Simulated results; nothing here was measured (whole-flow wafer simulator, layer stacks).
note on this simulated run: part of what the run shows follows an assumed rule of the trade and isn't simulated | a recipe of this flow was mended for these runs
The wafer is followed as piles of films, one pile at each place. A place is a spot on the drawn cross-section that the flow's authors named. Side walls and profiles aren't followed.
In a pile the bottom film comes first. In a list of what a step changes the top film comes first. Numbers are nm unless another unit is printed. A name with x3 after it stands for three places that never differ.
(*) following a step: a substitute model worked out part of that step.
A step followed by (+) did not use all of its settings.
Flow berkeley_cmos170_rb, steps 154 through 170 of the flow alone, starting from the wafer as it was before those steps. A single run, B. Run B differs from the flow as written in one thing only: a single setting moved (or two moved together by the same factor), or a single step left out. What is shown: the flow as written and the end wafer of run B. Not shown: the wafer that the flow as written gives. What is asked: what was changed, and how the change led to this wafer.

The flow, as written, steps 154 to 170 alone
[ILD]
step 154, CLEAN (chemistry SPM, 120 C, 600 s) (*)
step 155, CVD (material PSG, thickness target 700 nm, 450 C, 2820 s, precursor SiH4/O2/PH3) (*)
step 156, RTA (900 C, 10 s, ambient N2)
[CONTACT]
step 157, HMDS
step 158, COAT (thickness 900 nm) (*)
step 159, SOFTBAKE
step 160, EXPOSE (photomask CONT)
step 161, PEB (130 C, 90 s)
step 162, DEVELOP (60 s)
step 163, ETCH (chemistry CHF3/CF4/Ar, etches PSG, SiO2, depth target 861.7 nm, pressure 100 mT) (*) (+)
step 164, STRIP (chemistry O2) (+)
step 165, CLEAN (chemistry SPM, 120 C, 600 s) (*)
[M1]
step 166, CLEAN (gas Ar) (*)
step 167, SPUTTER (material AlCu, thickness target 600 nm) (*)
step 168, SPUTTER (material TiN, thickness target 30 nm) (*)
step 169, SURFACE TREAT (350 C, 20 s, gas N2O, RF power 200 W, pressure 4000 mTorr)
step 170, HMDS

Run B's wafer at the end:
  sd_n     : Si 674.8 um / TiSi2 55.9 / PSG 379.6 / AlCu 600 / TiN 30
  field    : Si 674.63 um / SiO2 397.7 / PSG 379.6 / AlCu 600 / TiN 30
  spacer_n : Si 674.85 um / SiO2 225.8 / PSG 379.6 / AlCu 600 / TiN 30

The reason: step 155, CVD: thickness target 385 nm was run, while the flow as written has thickness target 700 nm; step 155, CVD: 1551 s was run, where the flow has 2820 s.

The path from the change to this, step by step:
  step 155, CVD (material PSG, thickness target 700 nm, 450 C, 2820 s, precursor SiH4/O2/PH3) (*)
      field, sd_n, spacer_n, gate, spacer_p, gate_p, contact, m1: +385 PSG (new film) (it would be, as written: +700 PSG (new film))
      sd_p: +368.1 PSG (new film) (it would be, as written: +664.1 PSG (new film))
  step 163, ETCH (chemistry CHF3/CF4/Ar, etches PSG, SiO2, depth target 861.7 nm, pressure 100 mT) (*) (+)
      contact: -385 PSG (all of it), -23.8 TiSi2 (it would be, as written: -700 PSG (all of it), -8.08 TiSi2)
  step 164, STRIP (chemistry O2) (+)
      sd_p: -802 KrF-resist (all of it) (it would be, as written: -823 KrF-resist (all of it))
  step 167, SPUTTER (material AlCu, thickness target 600 nm) (*)
      contact: +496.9 AlCu (new film) (it would be, as written: +415.5 AlCu (new film))
  step 168, SPUTTER (material TiN, thickness target 30 nm) (*)
      contact: +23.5 TiN (new film) (it would be, as written: +16.3 TiN (new film))
